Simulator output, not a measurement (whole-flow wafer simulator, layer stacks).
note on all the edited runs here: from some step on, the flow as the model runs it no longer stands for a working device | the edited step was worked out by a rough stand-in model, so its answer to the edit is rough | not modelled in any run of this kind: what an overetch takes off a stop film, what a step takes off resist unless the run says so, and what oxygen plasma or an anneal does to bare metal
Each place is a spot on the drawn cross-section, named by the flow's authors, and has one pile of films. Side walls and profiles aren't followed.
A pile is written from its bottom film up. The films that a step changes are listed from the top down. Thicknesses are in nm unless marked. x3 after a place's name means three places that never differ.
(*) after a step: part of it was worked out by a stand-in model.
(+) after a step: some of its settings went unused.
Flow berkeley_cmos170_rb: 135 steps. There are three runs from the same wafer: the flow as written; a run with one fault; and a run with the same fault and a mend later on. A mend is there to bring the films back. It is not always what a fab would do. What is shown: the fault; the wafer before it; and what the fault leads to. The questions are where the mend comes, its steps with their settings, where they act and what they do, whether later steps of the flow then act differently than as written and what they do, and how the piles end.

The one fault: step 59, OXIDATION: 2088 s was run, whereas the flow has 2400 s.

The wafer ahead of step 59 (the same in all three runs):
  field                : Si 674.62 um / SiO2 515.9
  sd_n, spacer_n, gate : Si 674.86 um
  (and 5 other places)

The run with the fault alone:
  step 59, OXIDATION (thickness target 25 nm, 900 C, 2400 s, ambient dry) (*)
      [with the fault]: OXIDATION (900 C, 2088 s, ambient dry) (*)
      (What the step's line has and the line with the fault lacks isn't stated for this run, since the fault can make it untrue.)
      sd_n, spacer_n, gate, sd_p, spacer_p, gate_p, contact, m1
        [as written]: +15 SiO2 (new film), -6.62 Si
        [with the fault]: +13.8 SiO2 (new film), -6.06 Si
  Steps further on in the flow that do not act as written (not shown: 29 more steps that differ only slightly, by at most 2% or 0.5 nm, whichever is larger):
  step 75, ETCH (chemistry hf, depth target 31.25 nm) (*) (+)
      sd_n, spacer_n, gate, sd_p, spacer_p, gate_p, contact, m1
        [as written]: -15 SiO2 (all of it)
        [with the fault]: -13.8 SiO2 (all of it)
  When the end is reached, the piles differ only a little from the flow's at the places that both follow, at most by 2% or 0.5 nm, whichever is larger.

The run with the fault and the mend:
  The mend follows step 64.
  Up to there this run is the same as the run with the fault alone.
  step 64a, STRIP (*) (+)
      sd_p
        -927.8 KrF resist (all of it)
      spacer_p
        -911.1 KrF resist (all of it)
      gate_p
        -910.2 KrF resist (all of it)
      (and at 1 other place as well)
  step 64b, CLEAN (*) (the flow's step 51, run once more)
      alters no film at any place that is followed
  step 64c, OXIDATION (900 C, 311 s, ambient dry) (*) (the flow's step 59, run once more with other settings)
      sd_n, spacer_n, gate, sd_p, spacer_p, gate_p, contact, m1
        +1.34 SiO2, -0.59 Si
      field
        +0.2 SiO2, -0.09 Si
  step 64d, COAT (KrF resist, thickness 900 nm) (*) (the flow's step 61, run once more)
      field
        +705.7 KrF resist (new film)
      sd_n
        +957.4 KrF resist (new film)
      spacer_n
        +924.9 KrF resist (new film)
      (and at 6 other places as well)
  step 64e, EXPOSE (photomask PWELL) (the flow's step 62, run once more)
      alters no film at any place that is followed
  step 64f, PEB (130 C, 60 s) (*) (the flow's step 63, run once more)
      alters no film at any place that is followed
  step 64g, DEVELOP (developer developer-D-0.26N, 45 s) (the flow's step 64, run once more)
      sd_p, spacer_p, gate_p, m1
        -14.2 KrF resist
      field
        -705.7 KrF resist (all of it)
      sd_n
        -957.4 KrF resist (all of it)
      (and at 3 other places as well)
  None of the later steps of the flow differs from how it acts as written, at any place that is followed, by more than 2% or 0.5 nm, whichever is larger.
  When the end is reached, the piles differ only a little from the flow's at the places that both follow, at most by 2% or 0.5 nm, whichever is larger.
